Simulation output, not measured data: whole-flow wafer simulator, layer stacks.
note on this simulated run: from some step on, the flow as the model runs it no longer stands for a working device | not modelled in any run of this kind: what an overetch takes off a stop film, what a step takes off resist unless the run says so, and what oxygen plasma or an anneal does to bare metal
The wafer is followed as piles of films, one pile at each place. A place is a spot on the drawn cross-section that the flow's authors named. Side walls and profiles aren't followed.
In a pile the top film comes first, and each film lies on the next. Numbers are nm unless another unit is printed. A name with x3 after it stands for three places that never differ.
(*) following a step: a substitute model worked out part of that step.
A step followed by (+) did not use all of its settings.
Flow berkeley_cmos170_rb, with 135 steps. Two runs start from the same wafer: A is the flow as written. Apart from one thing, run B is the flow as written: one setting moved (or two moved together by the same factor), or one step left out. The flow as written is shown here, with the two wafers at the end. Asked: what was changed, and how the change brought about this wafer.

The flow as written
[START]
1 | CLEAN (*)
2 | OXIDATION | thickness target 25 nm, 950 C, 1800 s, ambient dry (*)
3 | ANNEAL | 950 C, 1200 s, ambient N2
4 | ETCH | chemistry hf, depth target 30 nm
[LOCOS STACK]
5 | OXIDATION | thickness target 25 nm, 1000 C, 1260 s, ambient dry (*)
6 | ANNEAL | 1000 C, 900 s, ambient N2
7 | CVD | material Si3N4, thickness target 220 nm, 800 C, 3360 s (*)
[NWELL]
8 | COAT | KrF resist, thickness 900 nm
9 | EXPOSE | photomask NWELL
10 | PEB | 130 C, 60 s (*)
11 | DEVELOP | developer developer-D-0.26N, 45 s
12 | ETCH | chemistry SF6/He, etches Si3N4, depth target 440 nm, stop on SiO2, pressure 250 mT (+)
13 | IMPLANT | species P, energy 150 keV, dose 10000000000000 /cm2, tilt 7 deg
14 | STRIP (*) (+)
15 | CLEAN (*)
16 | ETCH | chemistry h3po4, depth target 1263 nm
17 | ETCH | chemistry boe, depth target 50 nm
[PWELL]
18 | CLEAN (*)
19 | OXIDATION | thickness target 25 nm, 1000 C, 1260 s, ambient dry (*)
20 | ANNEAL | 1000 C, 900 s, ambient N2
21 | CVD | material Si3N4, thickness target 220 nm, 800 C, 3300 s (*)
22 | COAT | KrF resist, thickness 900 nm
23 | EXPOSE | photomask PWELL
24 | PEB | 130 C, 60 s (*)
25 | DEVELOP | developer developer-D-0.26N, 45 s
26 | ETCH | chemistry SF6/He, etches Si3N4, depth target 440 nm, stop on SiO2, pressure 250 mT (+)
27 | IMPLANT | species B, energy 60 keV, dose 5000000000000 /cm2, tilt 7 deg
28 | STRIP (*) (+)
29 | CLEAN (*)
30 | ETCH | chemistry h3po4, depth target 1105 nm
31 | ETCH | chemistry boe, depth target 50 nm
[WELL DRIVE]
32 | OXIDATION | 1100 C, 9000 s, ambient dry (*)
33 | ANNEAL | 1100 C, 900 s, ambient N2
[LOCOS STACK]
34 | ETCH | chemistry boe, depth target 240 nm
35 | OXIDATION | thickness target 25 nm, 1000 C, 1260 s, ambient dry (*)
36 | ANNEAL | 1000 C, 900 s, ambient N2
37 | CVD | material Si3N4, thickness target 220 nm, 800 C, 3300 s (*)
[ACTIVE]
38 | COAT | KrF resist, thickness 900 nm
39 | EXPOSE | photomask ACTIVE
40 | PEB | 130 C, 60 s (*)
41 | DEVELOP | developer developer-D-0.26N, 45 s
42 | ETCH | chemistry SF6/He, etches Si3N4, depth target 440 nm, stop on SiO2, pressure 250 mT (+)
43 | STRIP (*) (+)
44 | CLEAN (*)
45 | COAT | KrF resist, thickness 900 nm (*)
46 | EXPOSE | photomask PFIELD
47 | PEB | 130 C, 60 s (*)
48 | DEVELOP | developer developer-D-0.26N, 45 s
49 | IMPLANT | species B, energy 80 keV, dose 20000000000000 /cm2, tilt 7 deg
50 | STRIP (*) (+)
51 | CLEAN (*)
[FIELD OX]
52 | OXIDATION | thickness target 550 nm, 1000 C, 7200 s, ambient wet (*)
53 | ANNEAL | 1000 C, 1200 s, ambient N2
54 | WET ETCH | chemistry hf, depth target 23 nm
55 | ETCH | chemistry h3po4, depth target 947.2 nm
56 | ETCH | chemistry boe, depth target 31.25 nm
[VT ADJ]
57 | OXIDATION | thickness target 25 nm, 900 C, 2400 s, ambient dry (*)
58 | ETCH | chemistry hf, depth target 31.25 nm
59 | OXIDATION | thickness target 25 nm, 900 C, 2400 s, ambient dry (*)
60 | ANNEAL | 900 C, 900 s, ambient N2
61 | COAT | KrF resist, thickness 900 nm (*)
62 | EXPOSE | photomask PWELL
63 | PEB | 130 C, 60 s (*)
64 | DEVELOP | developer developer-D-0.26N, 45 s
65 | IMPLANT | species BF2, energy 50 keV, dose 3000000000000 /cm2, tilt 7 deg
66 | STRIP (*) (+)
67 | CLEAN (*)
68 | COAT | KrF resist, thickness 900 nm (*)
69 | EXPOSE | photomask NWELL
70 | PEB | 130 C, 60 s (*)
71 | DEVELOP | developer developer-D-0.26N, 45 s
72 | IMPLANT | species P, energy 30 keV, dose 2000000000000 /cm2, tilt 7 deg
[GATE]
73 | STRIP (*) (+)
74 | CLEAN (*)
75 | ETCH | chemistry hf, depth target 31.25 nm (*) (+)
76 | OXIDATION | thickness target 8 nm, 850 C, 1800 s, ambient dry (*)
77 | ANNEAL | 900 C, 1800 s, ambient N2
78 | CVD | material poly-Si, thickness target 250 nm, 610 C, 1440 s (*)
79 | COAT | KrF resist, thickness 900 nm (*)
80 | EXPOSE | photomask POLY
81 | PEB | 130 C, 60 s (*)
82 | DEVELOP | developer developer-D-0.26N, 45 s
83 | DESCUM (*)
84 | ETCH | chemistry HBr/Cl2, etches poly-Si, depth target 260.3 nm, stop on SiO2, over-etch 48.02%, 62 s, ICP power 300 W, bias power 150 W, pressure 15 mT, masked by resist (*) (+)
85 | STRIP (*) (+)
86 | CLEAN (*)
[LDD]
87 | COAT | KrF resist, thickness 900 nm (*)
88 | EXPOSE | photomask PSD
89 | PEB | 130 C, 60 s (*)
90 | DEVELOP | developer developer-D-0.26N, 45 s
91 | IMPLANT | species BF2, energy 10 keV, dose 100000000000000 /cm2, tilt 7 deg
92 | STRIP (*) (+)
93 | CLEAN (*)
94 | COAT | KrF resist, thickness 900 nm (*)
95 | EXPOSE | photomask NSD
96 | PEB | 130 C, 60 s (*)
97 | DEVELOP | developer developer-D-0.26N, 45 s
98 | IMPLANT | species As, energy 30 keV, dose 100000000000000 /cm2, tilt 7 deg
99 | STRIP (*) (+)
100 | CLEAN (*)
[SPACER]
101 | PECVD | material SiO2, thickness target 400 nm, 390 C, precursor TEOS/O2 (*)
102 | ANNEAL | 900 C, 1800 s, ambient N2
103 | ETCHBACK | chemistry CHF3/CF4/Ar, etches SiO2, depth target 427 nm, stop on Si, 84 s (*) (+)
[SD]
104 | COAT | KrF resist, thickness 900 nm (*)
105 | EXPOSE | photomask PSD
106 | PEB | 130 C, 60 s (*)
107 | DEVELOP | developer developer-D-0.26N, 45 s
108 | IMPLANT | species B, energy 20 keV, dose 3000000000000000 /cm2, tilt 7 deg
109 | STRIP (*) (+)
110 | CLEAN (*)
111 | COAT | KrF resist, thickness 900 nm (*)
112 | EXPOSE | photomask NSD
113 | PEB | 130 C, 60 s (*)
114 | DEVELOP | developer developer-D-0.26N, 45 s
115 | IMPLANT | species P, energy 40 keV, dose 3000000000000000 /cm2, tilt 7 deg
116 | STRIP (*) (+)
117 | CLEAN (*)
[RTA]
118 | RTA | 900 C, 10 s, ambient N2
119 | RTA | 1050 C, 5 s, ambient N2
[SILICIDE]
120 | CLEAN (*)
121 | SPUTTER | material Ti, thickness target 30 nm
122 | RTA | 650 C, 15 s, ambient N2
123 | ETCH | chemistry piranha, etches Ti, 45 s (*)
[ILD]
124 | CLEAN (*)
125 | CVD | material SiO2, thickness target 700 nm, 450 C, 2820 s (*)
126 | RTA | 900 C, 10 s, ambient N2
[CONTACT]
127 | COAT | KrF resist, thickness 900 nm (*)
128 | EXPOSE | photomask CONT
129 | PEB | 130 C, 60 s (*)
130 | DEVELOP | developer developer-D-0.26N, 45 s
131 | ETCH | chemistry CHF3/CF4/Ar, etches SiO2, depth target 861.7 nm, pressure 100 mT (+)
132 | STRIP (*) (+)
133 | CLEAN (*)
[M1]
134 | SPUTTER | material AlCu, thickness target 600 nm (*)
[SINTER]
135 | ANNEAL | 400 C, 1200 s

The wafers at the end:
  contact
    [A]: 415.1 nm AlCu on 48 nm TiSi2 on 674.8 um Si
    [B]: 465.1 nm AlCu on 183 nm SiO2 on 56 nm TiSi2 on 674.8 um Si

Cause: step 131, ETCH: depth target 517 nm was run, though the flow has depth target 861.7 nm.

How this came from the change, step by step:
  131 | ETCH | chemistry CHF3/CF4/Ar, etches SiO2, depth target 861.7 nm, pressure 100 mT (+)
      contact: A SiO2 loses 700 (all of it), TiSi2 loses 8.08 | B SiO2 loses 517
      field, sd_n, spacer_n, gate, sd_p, spacer_p, gate_p, m1: A KrF resist loses 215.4 | B KrF resist loses 129.2
  132 | STRIP (*) (+)
      field: A KrF resist loses 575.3 (all of it) | B KrF resist loses 661.5 (all of it)
      sd_n: A KrF resist loses 780.4 (all of it) | B KrF resist loses 866.6 (all of it)
      (also at 6 further places)
  134 | SPUTTER | material AlCu, thickness target 600 nm (*)
      contact: A AlCu gains 415.1 (new film) | B AlCu gains 465.1 (new film)
